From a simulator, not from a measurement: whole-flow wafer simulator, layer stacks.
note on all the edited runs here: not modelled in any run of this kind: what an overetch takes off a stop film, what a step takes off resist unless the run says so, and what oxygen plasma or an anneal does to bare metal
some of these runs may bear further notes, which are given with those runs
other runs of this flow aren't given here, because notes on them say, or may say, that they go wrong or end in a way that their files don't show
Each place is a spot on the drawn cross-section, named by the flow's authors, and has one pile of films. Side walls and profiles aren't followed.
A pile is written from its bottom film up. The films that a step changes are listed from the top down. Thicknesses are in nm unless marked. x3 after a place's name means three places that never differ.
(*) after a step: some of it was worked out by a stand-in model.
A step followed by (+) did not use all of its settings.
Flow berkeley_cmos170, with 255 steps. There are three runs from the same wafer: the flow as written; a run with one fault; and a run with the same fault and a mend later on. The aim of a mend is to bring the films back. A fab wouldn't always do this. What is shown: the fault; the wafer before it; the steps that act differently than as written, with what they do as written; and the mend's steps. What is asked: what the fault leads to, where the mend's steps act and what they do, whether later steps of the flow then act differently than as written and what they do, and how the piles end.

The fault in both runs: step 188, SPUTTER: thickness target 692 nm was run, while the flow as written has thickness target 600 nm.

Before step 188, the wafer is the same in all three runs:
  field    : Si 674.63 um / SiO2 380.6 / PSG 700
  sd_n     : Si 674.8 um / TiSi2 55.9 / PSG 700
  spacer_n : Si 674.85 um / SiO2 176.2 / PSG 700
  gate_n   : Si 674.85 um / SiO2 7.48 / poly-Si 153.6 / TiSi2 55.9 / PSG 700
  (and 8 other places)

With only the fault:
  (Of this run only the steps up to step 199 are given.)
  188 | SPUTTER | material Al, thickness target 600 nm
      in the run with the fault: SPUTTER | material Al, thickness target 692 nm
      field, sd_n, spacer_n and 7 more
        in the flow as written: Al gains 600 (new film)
        in the run with the fault: Al gains 692 (new film)
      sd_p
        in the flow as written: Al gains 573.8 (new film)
        in the run with the fault: Al gains 664.9 (new film)
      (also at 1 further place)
  Steps later in the flow that act otherwise than as written (3 other steps are not shown; they differ only slightly, by no more than 2% or 0.5 nm, whichever is larger):
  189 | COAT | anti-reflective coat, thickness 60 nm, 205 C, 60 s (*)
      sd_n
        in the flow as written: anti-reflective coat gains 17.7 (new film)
        in the run with the fault: anti-reflective coat gains 20.4 (new film)
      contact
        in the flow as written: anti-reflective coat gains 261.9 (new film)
        in the run with the fault: anti-reflective coat gains 273.8 (new film)
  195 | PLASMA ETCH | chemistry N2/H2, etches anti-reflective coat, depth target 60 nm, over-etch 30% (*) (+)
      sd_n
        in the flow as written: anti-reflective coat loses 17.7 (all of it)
        in the run with the fault: anti-reflective coat loses 20.4 (all of it)
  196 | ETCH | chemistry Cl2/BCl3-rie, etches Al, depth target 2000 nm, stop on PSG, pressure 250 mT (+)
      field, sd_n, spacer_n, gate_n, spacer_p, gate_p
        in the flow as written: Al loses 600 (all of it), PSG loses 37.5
        in the run with the fault: Al loses 692 (all of it), PSG loses 37.5
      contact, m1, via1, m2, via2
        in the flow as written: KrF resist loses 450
        in the run with the fault: KrF resist loses 496
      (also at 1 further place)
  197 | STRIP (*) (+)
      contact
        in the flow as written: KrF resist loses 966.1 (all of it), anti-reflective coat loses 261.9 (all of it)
        in the run with the fault: KrF resist loses 912.6 (all of it), anti-reflective coat loses 273.8 (all of it)
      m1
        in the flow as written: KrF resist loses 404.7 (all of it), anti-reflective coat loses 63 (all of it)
        in the run with the fault: KrF resist loses 355 (all of it), anti-reflective coat loses 63.1 (all of it)
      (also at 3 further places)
  Once step 199 is done, the piles at contact, m1, via1, m2, via2 depart from the flow's by more than 2% or 0.5 nm, whichever is larger.
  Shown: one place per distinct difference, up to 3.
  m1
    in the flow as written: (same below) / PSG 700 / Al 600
    in the run with the fault: (same below) / PSG 700 / Al 692
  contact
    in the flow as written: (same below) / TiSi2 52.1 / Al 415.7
    in the run with the fault: (same below) / TiSi2 52.1 / Al 476

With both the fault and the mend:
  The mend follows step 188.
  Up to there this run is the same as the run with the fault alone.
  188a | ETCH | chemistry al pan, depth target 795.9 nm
      field, sd_n, spacer_n and 7 more
        Al loses 692 (all of it)
      sd_p
        Al loses 664.9 (all of it)
      contact
        Al loses 476 (all of it)
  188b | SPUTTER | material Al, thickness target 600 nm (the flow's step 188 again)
      field, sd_n, spacer_n and 7 more
        Al gains 600 (new film)
      sd_p
        Al gains 573.8 (new film)
      contact
        Al gains 415.7 (new film)
  None of the later steps of the flow acts differently than as written at any place that is followed.
  At every place that both follow, the piles at the end match the flow's.
